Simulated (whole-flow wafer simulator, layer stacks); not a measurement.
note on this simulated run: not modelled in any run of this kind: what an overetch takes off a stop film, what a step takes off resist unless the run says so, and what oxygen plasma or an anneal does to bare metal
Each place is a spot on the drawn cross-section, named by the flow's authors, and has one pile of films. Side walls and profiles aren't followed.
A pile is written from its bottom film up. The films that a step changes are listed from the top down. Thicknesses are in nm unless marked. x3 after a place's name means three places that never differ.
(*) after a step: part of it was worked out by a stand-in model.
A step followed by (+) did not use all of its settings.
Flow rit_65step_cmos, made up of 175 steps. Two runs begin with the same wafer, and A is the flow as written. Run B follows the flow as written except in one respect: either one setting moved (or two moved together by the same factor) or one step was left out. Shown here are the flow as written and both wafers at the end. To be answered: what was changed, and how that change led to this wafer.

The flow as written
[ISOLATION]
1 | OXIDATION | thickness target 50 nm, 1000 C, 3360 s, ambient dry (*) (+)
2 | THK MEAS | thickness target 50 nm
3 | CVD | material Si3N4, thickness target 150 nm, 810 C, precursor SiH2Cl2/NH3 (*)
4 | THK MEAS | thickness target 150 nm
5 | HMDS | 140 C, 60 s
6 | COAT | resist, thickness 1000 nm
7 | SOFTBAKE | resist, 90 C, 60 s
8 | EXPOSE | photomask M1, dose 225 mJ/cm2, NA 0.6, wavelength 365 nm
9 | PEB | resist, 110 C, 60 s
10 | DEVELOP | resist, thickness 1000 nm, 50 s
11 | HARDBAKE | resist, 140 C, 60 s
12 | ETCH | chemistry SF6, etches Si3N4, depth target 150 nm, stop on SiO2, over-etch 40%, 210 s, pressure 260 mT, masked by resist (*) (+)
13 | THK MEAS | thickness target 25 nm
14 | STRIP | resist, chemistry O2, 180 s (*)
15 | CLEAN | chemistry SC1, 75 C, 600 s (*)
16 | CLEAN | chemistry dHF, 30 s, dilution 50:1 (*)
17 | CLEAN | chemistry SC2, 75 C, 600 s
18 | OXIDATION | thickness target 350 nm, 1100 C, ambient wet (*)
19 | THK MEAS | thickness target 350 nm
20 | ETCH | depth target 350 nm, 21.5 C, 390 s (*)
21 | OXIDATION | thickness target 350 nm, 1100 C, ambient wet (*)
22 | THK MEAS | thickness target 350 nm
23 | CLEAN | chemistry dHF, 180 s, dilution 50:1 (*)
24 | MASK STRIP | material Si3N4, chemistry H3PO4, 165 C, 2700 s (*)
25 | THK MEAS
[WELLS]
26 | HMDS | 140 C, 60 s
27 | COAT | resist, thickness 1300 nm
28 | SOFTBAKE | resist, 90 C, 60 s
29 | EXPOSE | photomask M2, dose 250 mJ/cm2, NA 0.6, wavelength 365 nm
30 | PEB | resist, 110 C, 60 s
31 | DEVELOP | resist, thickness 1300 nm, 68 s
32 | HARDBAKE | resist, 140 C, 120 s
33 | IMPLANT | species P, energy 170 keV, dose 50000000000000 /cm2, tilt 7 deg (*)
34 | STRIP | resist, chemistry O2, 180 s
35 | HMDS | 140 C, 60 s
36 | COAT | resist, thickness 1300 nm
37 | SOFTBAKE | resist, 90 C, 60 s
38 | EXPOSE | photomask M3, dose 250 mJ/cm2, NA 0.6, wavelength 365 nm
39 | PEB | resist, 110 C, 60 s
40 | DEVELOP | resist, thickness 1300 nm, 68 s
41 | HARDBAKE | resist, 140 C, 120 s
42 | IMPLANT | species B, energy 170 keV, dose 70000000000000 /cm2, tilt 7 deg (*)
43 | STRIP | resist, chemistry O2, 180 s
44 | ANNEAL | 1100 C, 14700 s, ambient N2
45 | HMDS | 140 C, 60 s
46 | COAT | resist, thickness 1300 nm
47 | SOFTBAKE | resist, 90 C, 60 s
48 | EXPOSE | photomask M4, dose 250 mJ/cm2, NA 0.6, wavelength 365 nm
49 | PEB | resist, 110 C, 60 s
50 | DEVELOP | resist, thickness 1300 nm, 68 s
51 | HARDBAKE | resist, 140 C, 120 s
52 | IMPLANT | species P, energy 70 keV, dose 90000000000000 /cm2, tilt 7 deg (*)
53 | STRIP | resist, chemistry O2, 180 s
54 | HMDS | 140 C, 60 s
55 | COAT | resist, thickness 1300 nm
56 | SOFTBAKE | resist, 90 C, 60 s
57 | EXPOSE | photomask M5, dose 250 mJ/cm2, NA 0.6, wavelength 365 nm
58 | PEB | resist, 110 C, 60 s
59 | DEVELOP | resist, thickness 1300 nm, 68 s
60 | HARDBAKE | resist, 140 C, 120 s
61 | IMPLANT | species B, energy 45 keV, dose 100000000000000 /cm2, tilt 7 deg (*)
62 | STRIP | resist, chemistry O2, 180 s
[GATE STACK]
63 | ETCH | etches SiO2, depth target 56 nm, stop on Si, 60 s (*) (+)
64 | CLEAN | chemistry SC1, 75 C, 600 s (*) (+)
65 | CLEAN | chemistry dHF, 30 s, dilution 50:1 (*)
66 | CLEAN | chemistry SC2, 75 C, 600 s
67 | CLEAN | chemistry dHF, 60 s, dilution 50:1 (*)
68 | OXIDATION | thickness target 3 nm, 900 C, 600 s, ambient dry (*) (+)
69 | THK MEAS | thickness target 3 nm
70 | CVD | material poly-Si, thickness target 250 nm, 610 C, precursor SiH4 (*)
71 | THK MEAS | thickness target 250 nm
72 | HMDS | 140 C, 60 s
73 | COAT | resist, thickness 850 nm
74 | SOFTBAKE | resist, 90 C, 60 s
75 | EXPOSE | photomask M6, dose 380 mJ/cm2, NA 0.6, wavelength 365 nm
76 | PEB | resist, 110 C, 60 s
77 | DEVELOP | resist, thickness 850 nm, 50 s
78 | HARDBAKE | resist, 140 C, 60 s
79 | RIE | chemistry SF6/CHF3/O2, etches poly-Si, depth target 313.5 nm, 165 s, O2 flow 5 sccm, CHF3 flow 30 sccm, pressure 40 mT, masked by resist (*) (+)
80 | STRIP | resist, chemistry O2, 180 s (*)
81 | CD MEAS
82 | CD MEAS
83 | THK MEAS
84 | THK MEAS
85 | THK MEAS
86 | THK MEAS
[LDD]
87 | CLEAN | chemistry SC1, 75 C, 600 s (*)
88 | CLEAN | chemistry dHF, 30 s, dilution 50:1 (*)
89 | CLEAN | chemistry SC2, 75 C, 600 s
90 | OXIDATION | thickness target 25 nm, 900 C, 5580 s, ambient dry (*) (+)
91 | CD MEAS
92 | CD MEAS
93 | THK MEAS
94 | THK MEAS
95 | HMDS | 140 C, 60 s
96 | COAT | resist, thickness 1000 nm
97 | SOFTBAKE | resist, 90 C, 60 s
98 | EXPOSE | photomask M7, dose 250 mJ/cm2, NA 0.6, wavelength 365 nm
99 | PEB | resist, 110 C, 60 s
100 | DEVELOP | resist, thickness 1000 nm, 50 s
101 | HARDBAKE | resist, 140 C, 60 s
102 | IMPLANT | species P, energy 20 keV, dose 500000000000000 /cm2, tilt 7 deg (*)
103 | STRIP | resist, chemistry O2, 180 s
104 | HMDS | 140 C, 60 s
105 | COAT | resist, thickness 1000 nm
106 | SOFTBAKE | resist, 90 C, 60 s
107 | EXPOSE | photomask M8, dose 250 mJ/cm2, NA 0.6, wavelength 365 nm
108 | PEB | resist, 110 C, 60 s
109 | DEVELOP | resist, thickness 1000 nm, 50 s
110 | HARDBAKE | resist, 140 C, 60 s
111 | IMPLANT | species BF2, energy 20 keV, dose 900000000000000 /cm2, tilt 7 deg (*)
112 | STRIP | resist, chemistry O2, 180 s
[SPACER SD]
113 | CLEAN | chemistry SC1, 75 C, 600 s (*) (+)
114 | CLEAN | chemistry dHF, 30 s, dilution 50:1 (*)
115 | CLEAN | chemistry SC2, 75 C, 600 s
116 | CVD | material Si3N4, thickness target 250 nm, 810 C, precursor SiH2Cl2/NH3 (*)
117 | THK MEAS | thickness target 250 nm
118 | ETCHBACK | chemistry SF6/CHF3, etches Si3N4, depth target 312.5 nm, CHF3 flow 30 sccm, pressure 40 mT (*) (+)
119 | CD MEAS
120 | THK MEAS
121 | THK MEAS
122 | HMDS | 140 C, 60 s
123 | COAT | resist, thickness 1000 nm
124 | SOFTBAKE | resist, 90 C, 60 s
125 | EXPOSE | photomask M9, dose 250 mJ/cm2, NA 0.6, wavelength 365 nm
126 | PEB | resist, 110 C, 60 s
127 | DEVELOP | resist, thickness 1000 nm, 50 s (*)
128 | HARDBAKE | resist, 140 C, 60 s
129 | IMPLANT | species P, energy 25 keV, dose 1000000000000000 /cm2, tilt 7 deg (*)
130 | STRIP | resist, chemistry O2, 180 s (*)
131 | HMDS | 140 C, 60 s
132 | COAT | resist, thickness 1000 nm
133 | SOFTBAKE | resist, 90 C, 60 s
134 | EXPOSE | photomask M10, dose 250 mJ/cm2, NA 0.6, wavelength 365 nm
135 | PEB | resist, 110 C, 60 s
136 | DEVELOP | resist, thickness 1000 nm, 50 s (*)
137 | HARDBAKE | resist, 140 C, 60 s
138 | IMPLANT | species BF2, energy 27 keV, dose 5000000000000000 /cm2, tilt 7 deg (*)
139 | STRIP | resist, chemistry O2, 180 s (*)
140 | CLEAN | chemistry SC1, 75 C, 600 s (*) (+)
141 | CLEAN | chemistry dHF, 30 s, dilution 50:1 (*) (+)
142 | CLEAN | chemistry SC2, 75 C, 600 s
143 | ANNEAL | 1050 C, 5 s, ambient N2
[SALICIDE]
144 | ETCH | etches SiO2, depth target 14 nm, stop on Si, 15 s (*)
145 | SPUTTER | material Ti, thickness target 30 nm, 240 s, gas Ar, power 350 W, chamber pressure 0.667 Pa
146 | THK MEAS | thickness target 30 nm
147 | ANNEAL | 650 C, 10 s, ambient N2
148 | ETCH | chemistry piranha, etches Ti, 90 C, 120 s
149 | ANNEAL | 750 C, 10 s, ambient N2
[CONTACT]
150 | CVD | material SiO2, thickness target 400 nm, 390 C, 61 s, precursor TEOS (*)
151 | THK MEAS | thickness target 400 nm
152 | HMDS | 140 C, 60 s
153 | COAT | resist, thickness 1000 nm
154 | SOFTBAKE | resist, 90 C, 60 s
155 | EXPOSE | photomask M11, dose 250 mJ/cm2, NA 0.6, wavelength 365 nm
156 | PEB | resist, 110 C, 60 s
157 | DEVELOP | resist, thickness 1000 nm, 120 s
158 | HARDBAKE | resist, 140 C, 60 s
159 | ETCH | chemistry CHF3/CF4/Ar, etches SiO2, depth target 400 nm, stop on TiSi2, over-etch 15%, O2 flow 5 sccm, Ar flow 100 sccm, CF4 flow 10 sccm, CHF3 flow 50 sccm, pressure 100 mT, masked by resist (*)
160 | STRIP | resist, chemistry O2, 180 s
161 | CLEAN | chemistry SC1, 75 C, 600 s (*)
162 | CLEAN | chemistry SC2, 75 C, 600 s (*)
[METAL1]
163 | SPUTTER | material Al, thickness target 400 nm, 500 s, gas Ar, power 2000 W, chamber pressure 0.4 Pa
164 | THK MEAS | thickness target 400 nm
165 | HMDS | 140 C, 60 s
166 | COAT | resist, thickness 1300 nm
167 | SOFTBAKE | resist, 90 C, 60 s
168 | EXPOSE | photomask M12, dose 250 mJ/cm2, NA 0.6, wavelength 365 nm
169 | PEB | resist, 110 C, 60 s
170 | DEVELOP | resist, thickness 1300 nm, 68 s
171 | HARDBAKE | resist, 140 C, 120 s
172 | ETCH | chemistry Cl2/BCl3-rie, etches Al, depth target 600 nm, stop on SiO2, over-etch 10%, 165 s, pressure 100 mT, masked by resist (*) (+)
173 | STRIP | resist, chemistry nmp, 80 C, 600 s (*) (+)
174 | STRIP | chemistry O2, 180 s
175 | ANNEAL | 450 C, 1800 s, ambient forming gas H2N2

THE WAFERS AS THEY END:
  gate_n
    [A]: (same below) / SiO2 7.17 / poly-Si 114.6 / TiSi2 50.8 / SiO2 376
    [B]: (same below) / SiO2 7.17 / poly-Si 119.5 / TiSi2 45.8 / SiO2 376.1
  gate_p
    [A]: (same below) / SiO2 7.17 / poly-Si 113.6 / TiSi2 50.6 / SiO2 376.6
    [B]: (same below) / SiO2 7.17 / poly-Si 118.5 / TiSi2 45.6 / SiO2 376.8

The reason: step 145, SPUTTER: 216 s was run, whereas the flow has 240 s.

Step by step, how the change led to this:
  145 | SPUTTER | material Ti, thickness target 30 nm, 240 s, gas Ar, power 350 W, chamber pressure 0.667 Pa
      field, field_pw, field_nw, field_p, spacer, spacer_p: A +30 Ti (new film) | B +27 Ti (new film)
      gate_n: A +27.3 Ti (new film) | B +24.5 Ti (new film)
      (also at 1 further place)
  147 | ANNEAL | 650 C, 10 s, ambient N2
      gate_n: A -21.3 Ti, +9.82 TiSi first (new film), +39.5 TiSi2 C49 (new film), -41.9 poly-Si | B -19.1 Ti, +4.28 TiSi first (new film), +42.3 TiSi2 C49 (new film), -40.8 poly-Si
      gate_p: A -21.2 Ti, +9.56 TiSi first (new film), +39.6 TiSi2 C49 (new film), -41.9 poly-Si | B -19.1 Ti, +4.07 TiSi first (new film), +42.4 TiSi2 C49 (new film), -40.7 poly-Si
  148 | ETCH | chemistry piranha, etches Ti, 90 C, 120 s
      field, field_pw, field_nw, field_p, spacer, spacer_p: A -30 Ti (all of it) | B -27 Ti (all of it)
      gate_n: A -6 Ti (all of it), -0.1 TiSi first | B -5.4 Ti (all of it), -0.1 TiSi first
      (also at 1 further place)
  149 | ANNEAL | 750 C, 10 s, ambient N2
      gate_n: A +50.8 TiSi2 (new film), -9.72 TiSi first (all of it), -39.5 TiSi2 C49 (all of it), -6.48 poly-Si | B +45.8 TiSi2 (new film), -4.18 TiSi first (all of it), -42.3 TiSi2 C49 (all of it), -2.78 poly-Si
      gate_p: A +50.6 TiSi2 (new film), -9.46 TiSi first (all of it), -39.6 TiSi2 C49 (all of it), -6.31 poly-Si | B +45.6 TiSi2 (new film), -3.96 TiSi first (all of it), -42.4 TiSi2 C49 (all of it), -2.64 poly-Si
